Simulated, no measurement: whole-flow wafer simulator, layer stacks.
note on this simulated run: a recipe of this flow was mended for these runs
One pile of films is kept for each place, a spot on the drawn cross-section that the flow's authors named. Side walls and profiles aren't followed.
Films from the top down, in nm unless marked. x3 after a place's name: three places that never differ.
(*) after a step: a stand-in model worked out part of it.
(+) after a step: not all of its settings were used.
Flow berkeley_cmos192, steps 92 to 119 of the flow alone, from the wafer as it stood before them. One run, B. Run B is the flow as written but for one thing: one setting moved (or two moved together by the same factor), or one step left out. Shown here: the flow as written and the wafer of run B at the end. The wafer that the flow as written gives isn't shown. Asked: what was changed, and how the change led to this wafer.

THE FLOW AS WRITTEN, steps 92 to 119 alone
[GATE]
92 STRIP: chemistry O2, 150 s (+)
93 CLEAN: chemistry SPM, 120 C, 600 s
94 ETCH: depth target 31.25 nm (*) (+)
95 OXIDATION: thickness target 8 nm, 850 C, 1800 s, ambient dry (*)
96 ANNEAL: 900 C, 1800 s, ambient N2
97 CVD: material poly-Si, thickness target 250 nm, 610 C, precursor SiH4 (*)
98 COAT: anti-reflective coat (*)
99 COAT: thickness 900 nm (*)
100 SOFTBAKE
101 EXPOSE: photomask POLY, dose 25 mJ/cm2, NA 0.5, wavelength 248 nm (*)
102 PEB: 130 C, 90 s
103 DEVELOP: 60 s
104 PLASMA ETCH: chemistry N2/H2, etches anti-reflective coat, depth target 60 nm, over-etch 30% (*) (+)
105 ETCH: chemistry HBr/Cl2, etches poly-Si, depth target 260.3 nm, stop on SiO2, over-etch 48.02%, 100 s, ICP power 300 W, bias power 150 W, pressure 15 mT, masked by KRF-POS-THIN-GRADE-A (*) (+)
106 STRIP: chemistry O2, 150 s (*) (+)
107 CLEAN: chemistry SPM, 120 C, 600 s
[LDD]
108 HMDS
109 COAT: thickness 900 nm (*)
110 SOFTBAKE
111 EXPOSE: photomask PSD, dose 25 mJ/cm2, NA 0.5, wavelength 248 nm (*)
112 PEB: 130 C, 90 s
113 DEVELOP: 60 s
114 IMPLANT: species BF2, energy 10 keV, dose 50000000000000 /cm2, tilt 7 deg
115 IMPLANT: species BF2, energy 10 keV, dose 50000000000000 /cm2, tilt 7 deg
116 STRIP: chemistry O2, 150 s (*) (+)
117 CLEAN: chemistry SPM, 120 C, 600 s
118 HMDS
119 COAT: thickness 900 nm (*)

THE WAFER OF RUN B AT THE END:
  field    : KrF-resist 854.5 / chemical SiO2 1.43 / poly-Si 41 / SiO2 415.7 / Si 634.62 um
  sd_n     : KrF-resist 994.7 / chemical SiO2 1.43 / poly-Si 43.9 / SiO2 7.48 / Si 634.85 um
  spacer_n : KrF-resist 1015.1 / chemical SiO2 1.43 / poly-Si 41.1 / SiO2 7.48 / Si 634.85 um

The cause: step 97, CVD: thickness target 431 nm was run, where the flow has thickness target 250 nm.

How the change led to this, step by step:
  97 CVD: material poly-Si, thickness target 250 nm, 610 C, precursor SiH4 (*)
      field, sd_n, spacer_n and 6 more: poly-Si +431 (new film) (as written it would be: poly-Si +250 (new film))
  98 COAT: anti-reflective coat (*)
      field: anti-reflective coat +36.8 (new film) (as written it would be: anti-reflective coat +35.6 (new film))
      sd_n: anti-reflective coat +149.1 (new film) (as written it would be: anti-reflective coat +143.3 (new film))
      (and at 2 more places)
  104 PLASMA ETCH: chemistry N2/H2, etches anti-reflective coat, depth target 60 nm, over-etch 30% (*) (+)
      field: anti-reflective coat -36.8 (all of it), poly-Si -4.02 (as written it would be: anti-reflective coat -35.6 (all of it), poly-Si -3.86)
      sd_n: anti-reflective coat -149.1 (all of it), poly-Si -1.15 (as written it would be: anti-reflective coat -143.3 (all of it), poly-Si -1.1)
      (and at 2 more places)
  105 ETCH: chemistry HBr/Cl2, etches poly-Si, depth target 260.3 nm, stop on SiO2, over-etch 48.02%, 100 s, ICP power 300 W, bias power 150 W, pressure 15 mT, masked by KRF-POS-THIN-GRADE-A (*) (+)
      spacer_n, spacer_p: poly-Si -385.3 (as written it would be: poly-Si -246.2 (all of it), SiO2 -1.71)
      field: poly-Si -385.3 (as written it would be: poly-Si -246.1 (all of it), SiO2 -1.71)
      (and at 4 more places)
  106 STRIP: chemistry O2, 150 s (*) (+)
      field, sd_n, spacer_n, sd_p, spacer_p, contact, m1: chemical SiO2 +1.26 (new film), poly-Si -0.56 (as written it would be: nothing)
  109 COAT: thickness 900 nm (*)
      spacer_n: KrF-resist +1015 (new film) (as written it would be: KrF-resist +994 (new film))
      gate: KrF-resist +629.3 (new film) (as written it would be: KrF-resist +743.5 (new film))
      (and at 2 more places)
  113 DEVELOP: 60 s
      spacer_p: KrF-resist -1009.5 (all of it) (as written it would be: KrF-resist -988.7 (all of it))
      gate_p: KrF-resist -624.2 (all of it) (as written it would be: KrF-resist -738.2 (all of it))
  116 STRIP: chemistry O2, 150 s (*) (+)
      spacer_n: KrF-resist -997.8 (all of it), chemical SiO2 +0.16 (as written it would be: KrF-resist -976.9 (all of it))
      gate: KrF-resist -613.1 (all of it), chemical SiO2 +0.2, poly-Si -0.09 (as written it would be: KrF-resist -727 (all of it), chemical SiO2 +0.2, poly-Si -0.09)
  119 COAT: thickness 900 nm (*)
      spacer_n: KrF-resist +1015.1 (new film) (as written it would be: KrF-resist +994.1 (new film))
      gate: KrF-resist +629.4 (new film) (as written it would be: KrF-resist +743.4 (new film))
      (and at 2 more places)
